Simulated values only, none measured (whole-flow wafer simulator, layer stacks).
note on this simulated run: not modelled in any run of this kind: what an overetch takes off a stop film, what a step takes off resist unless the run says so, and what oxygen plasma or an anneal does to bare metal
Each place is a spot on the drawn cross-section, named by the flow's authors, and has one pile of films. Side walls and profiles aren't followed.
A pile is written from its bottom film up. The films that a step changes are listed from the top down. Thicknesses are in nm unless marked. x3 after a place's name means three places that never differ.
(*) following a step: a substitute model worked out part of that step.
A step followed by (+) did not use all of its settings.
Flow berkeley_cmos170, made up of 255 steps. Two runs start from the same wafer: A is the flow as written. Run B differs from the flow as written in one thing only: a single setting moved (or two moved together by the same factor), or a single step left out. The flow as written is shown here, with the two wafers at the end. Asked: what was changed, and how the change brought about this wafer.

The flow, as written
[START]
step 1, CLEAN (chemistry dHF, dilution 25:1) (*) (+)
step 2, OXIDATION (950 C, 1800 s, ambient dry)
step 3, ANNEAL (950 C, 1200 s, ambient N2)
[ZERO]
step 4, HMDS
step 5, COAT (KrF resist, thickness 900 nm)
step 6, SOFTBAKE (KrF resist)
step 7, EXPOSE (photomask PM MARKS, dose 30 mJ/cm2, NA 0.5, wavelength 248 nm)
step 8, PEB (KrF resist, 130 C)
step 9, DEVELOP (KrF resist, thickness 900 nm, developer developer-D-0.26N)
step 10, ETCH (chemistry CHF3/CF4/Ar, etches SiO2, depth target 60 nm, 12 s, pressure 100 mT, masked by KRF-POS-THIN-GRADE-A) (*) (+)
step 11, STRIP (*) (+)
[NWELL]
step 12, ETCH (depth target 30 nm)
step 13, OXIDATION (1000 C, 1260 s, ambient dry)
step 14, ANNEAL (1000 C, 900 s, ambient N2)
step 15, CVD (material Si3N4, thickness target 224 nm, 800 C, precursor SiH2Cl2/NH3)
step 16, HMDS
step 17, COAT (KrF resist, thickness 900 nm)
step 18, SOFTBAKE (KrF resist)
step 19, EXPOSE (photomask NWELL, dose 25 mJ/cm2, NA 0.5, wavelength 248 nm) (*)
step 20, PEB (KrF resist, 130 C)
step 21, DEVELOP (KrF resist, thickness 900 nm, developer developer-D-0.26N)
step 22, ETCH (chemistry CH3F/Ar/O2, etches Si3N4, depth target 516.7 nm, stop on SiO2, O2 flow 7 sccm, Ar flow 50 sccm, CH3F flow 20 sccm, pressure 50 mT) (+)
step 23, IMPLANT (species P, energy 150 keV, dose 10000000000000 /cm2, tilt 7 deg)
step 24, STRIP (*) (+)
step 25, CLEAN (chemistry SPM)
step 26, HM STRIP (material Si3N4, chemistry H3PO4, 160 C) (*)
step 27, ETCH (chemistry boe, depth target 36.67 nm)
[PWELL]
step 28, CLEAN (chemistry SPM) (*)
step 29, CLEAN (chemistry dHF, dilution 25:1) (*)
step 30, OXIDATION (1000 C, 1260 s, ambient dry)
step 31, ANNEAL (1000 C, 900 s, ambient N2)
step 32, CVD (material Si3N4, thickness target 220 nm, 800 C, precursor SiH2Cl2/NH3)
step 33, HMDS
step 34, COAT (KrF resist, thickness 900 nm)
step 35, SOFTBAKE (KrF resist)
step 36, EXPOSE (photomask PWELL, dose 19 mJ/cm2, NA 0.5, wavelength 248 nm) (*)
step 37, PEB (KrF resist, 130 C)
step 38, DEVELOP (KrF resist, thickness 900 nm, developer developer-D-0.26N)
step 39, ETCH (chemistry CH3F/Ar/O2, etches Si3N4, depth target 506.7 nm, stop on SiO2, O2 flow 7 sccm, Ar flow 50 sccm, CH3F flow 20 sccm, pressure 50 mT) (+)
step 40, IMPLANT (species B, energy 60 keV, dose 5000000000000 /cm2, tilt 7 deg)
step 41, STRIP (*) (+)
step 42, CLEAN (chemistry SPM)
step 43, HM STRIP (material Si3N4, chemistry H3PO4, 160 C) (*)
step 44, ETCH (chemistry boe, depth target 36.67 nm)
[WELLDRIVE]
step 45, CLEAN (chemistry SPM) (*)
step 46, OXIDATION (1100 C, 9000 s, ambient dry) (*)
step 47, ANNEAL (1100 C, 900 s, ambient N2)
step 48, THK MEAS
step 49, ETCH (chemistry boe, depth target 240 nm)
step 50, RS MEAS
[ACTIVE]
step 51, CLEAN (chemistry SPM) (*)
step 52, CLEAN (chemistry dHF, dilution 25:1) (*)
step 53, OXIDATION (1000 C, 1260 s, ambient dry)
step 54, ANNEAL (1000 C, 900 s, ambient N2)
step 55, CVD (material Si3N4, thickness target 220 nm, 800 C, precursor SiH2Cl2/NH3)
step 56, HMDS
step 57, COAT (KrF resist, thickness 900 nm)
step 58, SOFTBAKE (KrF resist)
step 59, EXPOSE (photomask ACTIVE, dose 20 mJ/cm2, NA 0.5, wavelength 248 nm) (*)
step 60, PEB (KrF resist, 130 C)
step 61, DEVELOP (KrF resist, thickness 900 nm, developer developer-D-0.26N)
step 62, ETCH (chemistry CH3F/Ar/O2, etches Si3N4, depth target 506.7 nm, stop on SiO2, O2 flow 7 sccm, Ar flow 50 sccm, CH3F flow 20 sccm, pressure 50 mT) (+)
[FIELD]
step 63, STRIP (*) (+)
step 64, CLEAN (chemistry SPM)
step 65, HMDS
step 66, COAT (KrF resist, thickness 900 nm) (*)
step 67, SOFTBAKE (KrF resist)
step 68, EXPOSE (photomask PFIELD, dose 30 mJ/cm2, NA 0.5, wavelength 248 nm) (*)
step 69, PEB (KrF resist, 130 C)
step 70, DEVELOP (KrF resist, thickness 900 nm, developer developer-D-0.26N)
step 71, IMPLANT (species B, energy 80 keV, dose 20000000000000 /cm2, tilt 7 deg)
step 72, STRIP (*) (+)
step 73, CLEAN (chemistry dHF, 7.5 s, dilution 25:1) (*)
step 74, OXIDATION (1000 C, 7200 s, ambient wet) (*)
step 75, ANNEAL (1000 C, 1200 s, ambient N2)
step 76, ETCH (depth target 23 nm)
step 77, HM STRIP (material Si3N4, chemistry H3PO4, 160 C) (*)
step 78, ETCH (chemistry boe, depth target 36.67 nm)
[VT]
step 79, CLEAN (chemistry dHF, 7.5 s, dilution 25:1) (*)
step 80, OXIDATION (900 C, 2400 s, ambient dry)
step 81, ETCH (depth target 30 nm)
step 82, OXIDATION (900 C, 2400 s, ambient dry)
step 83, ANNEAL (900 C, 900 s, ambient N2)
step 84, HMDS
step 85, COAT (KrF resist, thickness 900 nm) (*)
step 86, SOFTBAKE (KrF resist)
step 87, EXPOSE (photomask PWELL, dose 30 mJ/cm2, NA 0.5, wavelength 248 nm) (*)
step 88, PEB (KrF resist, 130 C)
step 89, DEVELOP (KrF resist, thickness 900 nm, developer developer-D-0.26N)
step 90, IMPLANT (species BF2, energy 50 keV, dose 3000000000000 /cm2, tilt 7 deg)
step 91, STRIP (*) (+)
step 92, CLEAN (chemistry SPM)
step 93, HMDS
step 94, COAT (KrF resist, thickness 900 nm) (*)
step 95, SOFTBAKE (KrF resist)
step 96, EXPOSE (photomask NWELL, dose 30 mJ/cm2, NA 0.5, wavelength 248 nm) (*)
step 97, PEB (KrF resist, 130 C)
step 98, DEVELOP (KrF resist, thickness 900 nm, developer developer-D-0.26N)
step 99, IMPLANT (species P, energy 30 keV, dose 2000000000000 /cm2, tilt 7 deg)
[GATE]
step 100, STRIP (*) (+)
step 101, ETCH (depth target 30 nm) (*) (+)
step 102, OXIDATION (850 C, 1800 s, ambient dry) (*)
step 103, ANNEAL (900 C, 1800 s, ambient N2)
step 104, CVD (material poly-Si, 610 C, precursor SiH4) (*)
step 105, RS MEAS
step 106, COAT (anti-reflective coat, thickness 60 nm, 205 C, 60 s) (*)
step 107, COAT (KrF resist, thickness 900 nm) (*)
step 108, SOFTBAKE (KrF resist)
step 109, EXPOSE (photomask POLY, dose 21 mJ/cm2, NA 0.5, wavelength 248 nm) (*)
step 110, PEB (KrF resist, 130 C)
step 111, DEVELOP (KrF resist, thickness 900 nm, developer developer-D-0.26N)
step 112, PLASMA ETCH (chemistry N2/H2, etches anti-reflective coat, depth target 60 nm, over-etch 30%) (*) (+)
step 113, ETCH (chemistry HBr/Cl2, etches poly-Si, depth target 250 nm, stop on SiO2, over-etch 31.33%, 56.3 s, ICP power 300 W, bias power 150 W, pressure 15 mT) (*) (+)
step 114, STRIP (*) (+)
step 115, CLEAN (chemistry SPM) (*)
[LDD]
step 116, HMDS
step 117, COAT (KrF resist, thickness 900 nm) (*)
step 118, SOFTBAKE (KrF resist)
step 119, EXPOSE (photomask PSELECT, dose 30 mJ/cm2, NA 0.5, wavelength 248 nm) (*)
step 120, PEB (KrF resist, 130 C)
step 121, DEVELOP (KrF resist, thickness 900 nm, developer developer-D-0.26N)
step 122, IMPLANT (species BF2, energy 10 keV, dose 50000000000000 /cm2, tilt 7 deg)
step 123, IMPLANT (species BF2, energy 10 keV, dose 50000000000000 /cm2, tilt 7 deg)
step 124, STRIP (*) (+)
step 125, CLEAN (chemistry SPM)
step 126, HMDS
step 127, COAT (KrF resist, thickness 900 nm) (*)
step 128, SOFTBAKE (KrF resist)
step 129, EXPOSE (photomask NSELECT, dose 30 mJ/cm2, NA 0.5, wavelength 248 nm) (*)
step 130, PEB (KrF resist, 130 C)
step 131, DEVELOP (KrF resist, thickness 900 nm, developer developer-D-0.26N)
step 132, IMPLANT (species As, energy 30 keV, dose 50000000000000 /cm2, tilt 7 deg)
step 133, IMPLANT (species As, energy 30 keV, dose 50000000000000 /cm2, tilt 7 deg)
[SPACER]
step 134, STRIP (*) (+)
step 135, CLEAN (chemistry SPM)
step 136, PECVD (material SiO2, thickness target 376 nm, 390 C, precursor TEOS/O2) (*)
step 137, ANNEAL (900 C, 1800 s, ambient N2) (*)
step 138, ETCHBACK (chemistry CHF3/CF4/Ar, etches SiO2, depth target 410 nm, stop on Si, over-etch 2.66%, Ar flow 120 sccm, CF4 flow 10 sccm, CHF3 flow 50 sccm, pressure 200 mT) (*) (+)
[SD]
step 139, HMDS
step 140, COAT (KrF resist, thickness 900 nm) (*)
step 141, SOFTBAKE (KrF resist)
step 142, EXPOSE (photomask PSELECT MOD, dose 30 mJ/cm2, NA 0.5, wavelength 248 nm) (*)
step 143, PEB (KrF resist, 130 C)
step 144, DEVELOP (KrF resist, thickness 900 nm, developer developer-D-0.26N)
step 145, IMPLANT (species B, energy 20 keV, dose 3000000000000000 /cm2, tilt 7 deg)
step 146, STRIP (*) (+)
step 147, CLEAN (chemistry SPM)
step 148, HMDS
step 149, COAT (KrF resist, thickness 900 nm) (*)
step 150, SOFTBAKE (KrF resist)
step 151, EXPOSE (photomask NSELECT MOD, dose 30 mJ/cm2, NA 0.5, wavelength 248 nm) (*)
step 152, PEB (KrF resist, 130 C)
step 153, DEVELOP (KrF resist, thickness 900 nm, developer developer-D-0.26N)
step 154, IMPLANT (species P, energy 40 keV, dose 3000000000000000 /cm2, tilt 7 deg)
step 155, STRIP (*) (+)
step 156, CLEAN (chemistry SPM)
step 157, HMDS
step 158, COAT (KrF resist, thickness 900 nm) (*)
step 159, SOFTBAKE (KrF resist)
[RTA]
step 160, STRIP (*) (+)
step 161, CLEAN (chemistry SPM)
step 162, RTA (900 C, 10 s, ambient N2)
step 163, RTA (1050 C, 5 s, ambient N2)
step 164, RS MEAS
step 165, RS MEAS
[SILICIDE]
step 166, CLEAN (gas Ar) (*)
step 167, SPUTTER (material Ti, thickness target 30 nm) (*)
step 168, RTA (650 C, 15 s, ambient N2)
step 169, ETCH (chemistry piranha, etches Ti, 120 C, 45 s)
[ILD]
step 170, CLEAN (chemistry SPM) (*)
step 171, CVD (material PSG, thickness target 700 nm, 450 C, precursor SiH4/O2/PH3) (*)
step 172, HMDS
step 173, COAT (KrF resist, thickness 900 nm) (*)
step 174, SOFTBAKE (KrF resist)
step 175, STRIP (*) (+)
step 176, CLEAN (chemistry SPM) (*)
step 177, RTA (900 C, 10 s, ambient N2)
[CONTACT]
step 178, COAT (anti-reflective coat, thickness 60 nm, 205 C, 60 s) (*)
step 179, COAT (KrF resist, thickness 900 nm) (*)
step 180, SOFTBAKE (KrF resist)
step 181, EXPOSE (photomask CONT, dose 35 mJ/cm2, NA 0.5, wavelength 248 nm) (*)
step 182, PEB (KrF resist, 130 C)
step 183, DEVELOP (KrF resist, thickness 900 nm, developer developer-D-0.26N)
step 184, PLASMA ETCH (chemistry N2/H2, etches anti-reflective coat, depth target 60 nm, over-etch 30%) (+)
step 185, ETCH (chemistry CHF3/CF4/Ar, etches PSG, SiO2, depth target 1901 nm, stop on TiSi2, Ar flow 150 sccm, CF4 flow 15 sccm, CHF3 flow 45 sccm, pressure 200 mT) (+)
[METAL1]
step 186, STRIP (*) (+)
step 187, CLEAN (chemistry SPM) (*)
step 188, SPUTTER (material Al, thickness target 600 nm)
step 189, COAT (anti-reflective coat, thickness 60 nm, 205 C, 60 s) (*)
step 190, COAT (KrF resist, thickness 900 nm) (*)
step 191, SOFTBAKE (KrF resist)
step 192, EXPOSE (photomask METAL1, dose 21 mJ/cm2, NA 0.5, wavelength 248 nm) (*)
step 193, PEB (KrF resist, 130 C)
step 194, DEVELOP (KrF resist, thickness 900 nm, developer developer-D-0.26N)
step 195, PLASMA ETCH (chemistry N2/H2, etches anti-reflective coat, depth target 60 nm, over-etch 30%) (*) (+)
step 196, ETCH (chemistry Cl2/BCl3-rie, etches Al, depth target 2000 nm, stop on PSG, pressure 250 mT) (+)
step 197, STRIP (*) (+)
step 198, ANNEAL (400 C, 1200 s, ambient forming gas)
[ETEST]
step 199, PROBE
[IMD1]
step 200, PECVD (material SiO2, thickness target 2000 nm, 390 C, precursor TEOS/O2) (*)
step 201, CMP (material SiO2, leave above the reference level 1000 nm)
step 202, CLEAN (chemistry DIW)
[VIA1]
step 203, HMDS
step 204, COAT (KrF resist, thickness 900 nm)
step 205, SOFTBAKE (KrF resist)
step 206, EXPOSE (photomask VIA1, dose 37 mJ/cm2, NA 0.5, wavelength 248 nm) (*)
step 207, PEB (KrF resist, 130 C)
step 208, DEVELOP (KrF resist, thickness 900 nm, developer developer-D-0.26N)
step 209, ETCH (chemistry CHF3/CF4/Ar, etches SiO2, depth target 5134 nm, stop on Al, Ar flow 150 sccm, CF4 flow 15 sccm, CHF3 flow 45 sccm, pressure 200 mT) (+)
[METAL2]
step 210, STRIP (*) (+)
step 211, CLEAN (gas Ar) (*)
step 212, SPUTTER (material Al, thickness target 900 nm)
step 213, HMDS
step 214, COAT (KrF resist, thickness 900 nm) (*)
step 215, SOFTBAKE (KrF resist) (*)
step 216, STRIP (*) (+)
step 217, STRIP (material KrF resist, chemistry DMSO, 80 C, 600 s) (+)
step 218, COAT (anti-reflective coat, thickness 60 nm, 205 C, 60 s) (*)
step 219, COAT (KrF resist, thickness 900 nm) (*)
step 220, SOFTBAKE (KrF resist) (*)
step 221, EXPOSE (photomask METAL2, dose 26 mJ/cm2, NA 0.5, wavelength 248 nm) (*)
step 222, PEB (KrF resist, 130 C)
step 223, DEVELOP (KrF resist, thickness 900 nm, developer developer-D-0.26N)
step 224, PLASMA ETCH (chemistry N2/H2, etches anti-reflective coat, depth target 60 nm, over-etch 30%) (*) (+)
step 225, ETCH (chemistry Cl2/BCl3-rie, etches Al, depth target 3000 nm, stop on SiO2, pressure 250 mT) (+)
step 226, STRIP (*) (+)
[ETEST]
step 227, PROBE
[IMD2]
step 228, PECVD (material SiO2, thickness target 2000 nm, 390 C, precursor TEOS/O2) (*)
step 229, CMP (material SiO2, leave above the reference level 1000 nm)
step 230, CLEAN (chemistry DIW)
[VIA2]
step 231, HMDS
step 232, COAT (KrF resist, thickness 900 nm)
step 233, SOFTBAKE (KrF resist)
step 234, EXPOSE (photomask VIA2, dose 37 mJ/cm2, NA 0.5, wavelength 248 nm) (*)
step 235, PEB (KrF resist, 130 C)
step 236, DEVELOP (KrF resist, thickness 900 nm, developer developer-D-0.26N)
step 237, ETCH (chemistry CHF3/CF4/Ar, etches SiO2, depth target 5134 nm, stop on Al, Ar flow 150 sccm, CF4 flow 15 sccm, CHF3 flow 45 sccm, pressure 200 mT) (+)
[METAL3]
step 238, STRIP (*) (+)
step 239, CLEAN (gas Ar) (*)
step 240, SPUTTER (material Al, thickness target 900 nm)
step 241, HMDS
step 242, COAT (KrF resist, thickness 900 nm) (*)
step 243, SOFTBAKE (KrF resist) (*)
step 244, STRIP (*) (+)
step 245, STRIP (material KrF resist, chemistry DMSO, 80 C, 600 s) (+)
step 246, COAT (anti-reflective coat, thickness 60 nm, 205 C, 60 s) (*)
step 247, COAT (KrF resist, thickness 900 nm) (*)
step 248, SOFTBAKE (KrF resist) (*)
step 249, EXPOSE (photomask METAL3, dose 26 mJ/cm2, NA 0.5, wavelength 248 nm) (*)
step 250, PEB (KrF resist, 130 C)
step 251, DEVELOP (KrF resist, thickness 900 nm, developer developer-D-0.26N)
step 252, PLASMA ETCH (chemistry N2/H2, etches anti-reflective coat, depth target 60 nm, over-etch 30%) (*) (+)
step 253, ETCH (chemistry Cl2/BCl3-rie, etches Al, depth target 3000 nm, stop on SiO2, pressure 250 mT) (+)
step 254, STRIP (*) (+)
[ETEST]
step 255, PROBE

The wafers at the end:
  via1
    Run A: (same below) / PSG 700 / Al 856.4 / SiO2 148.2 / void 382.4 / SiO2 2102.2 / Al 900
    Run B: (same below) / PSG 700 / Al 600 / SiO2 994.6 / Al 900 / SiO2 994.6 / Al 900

What caused this: step 209, ETCH: chemistry CHF3/CF4/Ar, etches SiO2, depth target 5134 nm, stop on Al, Ar flow 150 sccm, CF4 flow 15 sccm, CHF3 flow 45 sccm, pressure 200 mT (+), was omitted.

The path from the change to this, step by step:
  step 210, STRIP (*) (+)
      field, sd_n, spacer_n and 8 more: A KrF resist loses 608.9 (all of it) | B KrF resist loses 884.4 (all of it)
  step 211, CLEAN (gas Ar) (*)
      via1: A Al loses 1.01 | B SiO2 loses 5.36
  step 212, SPUTTER (material Al, thickness target 900 nm)
      via1: A Al gains 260 | B Al gains 900 (new film)
  step 214, COAT (KrF resist, thickness 900 nm) (*)
      m1: A KrF resist gains 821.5 (new film) | B KrF resist gains 900 (new film)
      via1: A KrF resist gains 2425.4 (new film) | B KrF resist gains 900 (new film)
      (and at 1 other place as well)
  step 216, STRIP (*) (+)
      m1: A KrF resist loses 821.5 (all of it) | B KrF resist loses 900 (all of it)
      via1: A KrF resist loses 2425.4 (all of it) | B KrF resist loses 900 (all of it)
      (and at 1 other place as well)
  step 218, COAT (anti-reflective coat, thickness 60 nm, 205 C, 60 s) (*)
      sd_n: A anti-reflective coat gains 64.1 (new film) | B anti-reflective coat gains 60 (new film)
      contact: A anti-reflective coat gains 62.1 (new film) | B anti-reflective coat gains 60 (new film)
      (and at 3 other places as well)
  step 219, COAT (KrF resist, thickness 900 nm) (*)
      via1: A KrF resist gains 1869 (new film) | B KrF resist gains 900 (new film)
      m2: A KrF resist gains 871.8 (new film) | B KrF resist gains 900 (new film)
  step 222, PEB (KrF resist, 130 C)
      via1: A KrF resist loses 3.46 | B KrF resist loses 1.43
  step 224, PLASMA ETCH (chemistry N2/H2, etches anti-reflective coat, depth target 60 nm, over-etch 30%) (*) (+)
      contact, m1, via1, m2, via2: A KrF resist loses 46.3 | B KrF resist loses 43.3
      sd_n: A anti-reflective coat loses 64.1 (all of it) | B anti-reflective coat loses 60 (all of it)
  step 226, STRIP (*) (+)
      contact: A KrF resist loses 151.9 (all of it), anti-reflective coat loses 62.1 (all of it) | B KrF resist loses 166 (all of it), anti-reflective coat loses 60 (all of it)
      m1: A KrF resist loses 162.4 (all of it), anti-reflective coat loses 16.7 (all of it) | B KrF resist loses 166 (all of it), anti-reflective coat loses 60 (all of it)
      (and at 3 other places as well)
  step 228, PECVD (material SiO2, thickness target 2000 nm, 390 C, precursor TEOS/O2) (*)
      via1: A SiO2 gains 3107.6 (new film), void gains 382.4 (new film), SiO2 gains 148.2 (new film) | B SiO2 gains 2000 (new film)
Taking metal films that touch as one body, via1 has 3 bodies (between them, from the top down: SiO2 994.6; SiO2 994.6); the flow as written gives 2 bodies (between them, from the top down: SiO2 2102.2 / void 382.4 / SiO2 148.2).
